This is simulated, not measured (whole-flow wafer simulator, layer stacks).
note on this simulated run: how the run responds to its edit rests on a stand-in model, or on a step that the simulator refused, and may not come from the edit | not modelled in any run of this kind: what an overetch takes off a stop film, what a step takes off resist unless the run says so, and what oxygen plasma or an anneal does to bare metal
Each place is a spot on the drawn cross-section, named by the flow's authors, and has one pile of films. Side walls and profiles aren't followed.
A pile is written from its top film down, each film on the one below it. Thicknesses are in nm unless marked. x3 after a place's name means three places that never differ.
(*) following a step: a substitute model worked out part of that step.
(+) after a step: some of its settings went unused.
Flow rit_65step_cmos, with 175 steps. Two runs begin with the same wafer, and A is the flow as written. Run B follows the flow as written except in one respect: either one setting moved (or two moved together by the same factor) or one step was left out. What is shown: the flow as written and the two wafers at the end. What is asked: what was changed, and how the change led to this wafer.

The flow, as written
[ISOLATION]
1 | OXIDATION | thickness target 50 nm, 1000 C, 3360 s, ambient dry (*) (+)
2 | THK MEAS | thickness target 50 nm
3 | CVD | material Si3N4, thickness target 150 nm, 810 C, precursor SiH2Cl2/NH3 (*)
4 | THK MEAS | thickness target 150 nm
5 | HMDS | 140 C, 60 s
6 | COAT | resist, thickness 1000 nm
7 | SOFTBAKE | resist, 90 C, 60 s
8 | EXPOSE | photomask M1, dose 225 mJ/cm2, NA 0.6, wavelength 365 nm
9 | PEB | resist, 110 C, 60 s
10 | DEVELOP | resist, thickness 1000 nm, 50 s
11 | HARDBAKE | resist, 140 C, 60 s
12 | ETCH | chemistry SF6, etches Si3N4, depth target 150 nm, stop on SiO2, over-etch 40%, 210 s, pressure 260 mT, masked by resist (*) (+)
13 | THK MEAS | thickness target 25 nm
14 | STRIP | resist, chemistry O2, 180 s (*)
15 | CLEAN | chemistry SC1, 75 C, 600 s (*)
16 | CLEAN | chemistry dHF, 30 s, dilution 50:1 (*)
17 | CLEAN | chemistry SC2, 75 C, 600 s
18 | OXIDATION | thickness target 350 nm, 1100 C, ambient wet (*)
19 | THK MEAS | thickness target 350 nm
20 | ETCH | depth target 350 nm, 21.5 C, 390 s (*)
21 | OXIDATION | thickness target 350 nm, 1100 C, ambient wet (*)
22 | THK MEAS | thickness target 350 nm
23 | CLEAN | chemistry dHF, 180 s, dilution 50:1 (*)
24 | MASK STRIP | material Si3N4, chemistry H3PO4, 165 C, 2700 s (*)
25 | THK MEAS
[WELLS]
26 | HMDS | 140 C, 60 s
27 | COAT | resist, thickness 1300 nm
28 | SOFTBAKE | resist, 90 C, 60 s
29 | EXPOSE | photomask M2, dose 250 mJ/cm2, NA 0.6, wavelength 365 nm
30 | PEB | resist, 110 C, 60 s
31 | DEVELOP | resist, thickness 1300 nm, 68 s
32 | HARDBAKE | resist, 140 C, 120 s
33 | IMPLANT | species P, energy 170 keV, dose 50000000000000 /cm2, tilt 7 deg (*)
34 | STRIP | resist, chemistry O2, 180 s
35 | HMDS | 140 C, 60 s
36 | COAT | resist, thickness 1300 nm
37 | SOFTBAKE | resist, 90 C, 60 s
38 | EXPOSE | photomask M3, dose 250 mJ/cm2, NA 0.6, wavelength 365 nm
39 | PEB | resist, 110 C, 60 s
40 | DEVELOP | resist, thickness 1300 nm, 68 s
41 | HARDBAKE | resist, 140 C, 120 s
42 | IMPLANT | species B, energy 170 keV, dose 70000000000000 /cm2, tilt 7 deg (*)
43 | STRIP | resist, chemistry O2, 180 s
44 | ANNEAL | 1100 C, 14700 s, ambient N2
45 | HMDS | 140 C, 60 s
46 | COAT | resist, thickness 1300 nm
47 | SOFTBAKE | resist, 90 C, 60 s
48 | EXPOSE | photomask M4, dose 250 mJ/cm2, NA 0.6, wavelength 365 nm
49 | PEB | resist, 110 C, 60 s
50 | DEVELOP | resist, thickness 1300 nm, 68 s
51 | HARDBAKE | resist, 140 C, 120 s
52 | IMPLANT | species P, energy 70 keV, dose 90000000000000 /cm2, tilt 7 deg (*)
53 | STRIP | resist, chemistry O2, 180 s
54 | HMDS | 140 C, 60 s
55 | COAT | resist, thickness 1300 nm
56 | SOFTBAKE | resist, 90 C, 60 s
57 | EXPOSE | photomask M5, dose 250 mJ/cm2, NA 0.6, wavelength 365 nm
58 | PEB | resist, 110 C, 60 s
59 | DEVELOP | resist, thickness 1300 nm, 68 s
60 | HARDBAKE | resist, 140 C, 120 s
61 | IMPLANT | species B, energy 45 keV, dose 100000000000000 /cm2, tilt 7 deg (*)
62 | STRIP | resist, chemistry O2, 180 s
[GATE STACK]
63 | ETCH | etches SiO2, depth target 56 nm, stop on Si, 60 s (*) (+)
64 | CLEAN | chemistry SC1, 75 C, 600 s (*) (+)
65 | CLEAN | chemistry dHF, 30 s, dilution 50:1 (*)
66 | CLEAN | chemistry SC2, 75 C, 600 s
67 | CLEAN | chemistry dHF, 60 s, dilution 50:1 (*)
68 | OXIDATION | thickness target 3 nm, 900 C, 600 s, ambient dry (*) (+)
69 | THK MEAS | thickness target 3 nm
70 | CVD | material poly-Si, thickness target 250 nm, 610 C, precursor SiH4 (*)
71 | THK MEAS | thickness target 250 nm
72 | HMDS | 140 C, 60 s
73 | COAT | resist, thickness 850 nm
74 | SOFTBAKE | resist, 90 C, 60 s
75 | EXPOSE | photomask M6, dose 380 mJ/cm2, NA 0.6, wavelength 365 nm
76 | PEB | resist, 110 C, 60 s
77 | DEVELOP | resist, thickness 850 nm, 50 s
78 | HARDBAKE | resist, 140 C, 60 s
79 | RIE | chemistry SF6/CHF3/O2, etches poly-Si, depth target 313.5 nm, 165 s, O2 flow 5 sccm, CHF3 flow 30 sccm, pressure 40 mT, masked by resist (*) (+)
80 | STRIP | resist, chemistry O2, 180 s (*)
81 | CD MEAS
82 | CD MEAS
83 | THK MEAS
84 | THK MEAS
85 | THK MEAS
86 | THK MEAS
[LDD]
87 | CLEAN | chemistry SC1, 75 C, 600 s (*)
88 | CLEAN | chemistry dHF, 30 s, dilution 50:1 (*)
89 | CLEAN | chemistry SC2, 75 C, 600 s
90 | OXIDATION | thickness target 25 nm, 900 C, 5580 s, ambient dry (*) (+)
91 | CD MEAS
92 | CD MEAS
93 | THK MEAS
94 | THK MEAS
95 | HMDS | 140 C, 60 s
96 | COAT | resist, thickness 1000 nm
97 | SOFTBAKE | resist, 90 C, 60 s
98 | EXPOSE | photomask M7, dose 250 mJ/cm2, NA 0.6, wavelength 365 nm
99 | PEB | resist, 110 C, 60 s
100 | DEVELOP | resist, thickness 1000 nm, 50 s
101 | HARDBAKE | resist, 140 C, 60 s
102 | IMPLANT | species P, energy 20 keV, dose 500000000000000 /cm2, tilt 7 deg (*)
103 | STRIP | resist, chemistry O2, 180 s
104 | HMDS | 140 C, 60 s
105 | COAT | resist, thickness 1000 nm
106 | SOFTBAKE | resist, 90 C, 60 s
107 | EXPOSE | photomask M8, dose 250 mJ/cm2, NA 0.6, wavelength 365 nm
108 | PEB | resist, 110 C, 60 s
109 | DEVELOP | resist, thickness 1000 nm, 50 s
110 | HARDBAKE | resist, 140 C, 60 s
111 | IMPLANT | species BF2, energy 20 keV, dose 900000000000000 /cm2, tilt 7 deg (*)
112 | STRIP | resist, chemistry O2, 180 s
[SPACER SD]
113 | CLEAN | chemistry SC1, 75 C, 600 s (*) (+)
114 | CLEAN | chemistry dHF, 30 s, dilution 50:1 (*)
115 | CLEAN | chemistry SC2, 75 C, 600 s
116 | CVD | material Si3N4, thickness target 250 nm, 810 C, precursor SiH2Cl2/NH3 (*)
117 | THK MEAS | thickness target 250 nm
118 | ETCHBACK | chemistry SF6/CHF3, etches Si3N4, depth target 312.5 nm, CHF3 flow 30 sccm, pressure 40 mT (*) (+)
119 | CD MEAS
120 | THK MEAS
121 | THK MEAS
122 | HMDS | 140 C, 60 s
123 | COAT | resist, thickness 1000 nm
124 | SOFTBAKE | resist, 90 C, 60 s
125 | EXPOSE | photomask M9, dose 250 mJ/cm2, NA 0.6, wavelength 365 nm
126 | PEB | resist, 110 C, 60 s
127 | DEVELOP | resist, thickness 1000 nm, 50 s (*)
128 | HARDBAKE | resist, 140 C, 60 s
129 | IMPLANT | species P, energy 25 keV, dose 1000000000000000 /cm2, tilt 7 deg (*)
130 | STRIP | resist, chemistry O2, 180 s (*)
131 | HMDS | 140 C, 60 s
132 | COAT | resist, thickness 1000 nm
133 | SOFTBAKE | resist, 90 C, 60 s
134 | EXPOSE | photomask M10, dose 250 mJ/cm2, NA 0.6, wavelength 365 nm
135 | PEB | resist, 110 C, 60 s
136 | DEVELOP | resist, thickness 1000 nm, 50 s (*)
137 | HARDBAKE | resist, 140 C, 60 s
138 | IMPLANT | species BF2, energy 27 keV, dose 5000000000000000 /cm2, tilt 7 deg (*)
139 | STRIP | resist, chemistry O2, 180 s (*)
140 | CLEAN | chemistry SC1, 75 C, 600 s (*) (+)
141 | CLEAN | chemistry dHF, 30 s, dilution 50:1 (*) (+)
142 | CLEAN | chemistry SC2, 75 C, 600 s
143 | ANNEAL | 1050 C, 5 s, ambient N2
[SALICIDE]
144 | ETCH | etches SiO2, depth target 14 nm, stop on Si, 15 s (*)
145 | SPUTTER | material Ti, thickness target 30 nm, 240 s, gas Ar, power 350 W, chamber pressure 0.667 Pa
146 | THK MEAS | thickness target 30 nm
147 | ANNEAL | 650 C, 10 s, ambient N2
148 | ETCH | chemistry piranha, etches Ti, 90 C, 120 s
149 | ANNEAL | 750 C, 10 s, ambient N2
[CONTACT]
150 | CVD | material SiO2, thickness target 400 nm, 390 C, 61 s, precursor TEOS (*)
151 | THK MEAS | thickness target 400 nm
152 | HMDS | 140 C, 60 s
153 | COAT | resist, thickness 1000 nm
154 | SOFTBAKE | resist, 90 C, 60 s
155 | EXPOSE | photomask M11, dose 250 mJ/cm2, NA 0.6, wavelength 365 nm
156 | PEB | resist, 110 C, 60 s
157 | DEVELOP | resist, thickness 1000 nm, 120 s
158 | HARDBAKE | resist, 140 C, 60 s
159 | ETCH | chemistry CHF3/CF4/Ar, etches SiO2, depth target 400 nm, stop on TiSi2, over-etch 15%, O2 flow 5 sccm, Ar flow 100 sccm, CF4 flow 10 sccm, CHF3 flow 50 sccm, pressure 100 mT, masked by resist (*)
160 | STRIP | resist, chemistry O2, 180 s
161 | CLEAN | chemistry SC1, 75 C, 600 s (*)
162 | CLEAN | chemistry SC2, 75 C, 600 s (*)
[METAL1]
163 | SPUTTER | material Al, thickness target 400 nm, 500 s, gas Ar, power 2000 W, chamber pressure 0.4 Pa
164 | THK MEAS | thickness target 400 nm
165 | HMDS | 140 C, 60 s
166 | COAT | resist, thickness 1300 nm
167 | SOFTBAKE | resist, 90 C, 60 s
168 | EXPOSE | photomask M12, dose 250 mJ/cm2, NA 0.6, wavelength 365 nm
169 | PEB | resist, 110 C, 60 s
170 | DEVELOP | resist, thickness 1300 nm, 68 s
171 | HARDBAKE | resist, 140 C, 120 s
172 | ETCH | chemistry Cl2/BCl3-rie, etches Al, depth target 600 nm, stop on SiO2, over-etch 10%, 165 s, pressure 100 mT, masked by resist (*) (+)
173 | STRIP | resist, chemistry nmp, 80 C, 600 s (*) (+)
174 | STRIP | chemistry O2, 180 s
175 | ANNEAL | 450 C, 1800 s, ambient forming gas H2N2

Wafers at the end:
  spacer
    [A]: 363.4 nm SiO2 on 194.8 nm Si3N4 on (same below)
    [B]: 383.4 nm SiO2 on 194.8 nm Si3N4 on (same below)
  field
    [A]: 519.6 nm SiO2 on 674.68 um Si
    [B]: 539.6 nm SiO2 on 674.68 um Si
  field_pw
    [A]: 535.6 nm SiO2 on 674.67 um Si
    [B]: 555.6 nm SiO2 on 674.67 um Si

Cause: step 163, SPUTTER: 700 s was run, whereas the flow has 500 s.

Step by step, how the change led to this:
  163 | SPUTTER | material Al, thickness target 400 nm, 500 s, gas Ar, power 2000 W, chamber pressure 0.4 Pa
      field, field_pw, field_p, spacer, spacer_p: A +400 Al (new film) | B +560 Al (new film)
      gate_n, gate_p: A +396 Al (new film) | B +530.3 Al (new film)
      (also at 1 further place)
  166 | COAT | resist, thickness 1300 nm
      gate_n: A +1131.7 resist (new film) | B +1159.6 resist (new film)
      gate_p: A +1135.6 resist (new film) | B +1162.9 resist (new film)
  169 | PEB | resist, 110 C, 60 s
      gate_n: A -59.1 resist | B -60.7 resist
      gate_p: A -59.3 resist | B -60.8 resist
  170 | DEVELOP | resist, thickness 1300 nm, 68 s
      gate_n: A -1072.6 resist (all of it) | B -1098.9 resist (all of it)
      gate_p: A -1076.3 resist (all of it) | B -1102.1 resist (all of it)
  172 | ETCH | chemistry Cl2/BCl3-rie, etches Al, depth target 600 nm, stop on SiO2, over-etch 10%, 165 s, pressure 100 mT, masked by resist (*) (+)
      field, field_pw, field_p, spacer, spacer_p: A -400 Al (all of it), -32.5 SiO2 | B -560 Al (all of it), -12.5 SiO2
      gate_n, gate_p: A -396 Al (all of it), -33 SiO2 | B -530.3 Al (all of it), -16.2 SiO2
      (also at 1 further place)
